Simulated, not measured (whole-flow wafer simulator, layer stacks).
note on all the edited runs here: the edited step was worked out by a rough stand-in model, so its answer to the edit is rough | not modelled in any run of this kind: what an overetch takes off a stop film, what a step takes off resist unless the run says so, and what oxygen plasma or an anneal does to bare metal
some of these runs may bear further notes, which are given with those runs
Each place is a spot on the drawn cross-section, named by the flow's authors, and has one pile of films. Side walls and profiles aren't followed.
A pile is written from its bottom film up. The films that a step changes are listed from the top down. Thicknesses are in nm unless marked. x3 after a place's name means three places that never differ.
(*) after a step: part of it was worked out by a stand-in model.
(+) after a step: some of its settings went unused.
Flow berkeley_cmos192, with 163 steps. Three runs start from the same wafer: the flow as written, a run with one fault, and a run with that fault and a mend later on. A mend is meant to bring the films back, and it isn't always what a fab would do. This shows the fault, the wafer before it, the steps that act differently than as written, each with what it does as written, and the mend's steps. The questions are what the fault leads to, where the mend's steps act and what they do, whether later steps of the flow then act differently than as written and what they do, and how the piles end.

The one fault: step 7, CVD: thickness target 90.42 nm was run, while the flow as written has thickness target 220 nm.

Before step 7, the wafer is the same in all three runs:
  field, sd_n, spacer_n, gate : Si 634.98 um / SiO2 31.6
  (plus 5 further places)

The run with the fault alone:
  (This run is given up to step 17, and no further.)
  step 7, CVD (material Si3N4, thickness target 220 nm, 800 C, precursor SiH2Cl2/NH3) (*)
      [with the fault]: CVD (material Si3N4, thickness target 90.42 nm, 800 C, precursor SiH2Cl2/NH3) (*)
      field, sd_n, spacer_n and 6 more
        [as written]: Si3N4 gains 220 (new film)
        [with the fault]: Si3N4 gains 90.4 (new film)
  Steps further on in the flow that do not act as written:
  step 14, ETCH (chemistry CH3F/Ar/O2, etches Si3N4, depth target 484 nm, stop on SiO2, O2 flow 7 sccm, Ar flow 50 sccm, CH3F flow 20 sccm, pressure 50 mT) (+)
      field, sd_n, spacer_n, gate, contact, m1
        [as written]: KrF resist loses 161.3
        [with the fault]: KrF resist loses 74.9
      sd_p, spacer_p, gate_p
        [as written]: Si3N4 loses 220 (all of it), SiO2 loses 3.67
        [with the fault]: Si3N4 loses 90.4 (all of it), SiO2 loses 3.67
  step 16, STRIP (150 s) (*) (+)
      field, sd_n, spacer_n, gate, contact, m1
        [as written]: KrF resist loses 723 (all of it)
        [with the fault]: KrF resist loses 809.4 (all of it)
  After step 17, at field, sd_n, spacer_n, gate, contact, m1, the piles differ from the flow's by more than 2% or 0.5 nm, whichever is larger.
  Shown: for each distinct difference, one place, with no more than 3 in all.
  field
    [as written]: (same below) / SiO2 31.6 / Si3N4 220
    [with the fault]: (same below) / SiO2 31.6 / Si3N4 90.4

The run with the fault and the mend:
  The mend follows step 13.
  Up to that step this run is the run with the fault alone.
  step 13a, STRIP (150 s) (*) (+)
      field, sd_n, spacer_n, gate, contact, m1
        KrF resist loses 884.4 (all of it)
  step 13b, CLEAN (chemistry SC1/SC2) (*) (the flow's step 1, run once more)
      leaves every film unchanged at each place that is followed
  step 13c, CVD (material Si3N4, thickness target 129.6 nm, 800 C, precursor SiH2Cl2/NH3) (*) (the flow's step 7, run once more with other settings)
      field, sd_n, spacer_n and 6 more
        Si3N4 gains 129.6
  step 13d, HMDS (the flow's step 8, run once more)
      leaves every film unchanged at each place that is followed
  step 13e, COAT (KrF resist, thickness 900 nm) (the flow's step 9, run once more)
      field, sd_n, spacer_n and 6 more
        KrF resist gains 900 (new film)
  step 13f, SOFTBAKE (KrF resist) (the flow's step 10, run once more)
      leaves every film unchanged at each place that is followed
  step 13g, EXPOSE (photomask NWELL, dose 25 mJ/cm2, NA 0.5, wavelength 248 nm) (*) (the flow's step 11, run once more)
      leaves every film unchanged at each place that is followed
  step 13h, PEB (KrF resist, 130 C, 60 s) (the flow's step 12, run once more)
      field, sd_n, spacer_n and 6 more
        KrF resist loses 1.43
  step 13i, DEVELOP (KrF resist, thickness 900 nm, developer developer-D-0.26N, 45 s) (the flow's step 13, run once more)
      field, sd_n, spacer_n, gate, contact, m1
        KrF resist loses 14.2
      sd_p, spacer_p, gate_p
        KrF resist loses 898.6 (all of it)
  Later steps of the flow that are run all act as written at every place that is followed, up to a difference of at most 2% or 0.5 nm, whichever is larger.
  At every place that both follow, the piles at the end match the flow's.
